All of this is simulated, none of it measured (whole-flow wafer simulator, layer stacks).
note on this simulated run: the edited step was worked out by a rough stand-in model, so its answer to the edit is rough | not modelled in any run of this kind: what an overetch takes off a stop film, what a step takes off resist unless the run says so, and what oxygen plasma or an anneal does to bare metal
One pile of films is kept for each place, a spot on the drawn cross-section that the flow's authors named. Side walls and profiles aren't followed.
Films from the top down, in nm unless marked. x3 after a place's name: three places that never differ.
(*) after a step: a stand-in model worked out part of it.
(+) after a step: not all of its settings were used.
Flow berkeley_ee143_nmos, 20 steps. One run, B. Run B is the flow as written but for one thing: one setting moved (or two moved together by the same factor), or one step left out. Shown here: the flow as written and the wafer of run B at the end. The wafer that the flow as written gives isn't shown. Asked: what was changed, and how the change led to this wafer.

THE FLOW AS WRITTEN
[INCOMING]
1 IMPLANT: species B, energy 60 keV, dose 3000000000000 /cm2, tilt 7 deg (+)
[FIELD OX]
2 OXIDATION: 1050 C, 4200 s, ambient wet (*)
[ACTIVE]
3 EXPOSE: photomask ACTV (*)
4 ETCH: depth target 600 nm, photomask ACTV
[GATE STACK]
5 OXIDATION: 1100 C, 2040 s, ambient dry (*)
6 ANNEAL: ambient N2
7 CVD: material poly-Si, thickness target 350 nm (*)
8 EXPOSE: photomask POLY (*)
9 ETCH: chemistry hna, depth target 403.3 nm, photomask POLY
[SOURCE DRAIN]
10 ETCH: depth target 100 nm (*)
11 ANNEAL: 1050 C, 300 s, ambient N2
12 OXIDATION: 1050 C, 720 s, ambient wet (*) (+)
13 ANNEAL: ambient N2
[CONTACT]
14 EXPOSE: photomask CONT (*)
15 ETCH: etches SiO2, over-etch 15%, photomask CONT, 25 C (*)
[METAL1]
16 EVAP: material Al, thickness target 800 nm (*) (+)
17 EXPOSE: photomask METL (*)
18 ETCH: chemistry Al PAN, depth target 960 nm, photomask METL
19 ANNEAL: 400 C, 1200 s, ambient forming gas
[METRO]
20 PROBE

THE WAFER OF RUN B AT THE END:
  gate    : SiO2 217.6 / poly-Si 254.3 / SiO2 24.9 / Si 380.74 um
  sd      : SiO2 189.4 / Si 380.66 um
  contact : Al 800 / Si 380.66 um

The cause: step 5, OXIDATION: 962 C was run, where the flow has 1100 C.

How the change led to this, step by step:
  5 OXIDATION: 1100 C, 2040 s, ambient dry (*)
      gate, sd, contact: SiO2 +24.9 (new film), Si -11 (as written it would be: SiO2 +79.7 (new film), Si -35.1)
      field: SiO2 +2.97, Si -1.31 (as written it would be: SiO2 +11.6, Si -5.1)
  10 ETCH: depth target 100 nm (*)
      sd, contact: SiO2 -24.9 (all of it) (as written it would be: SiO2 -79.7 (all of it))
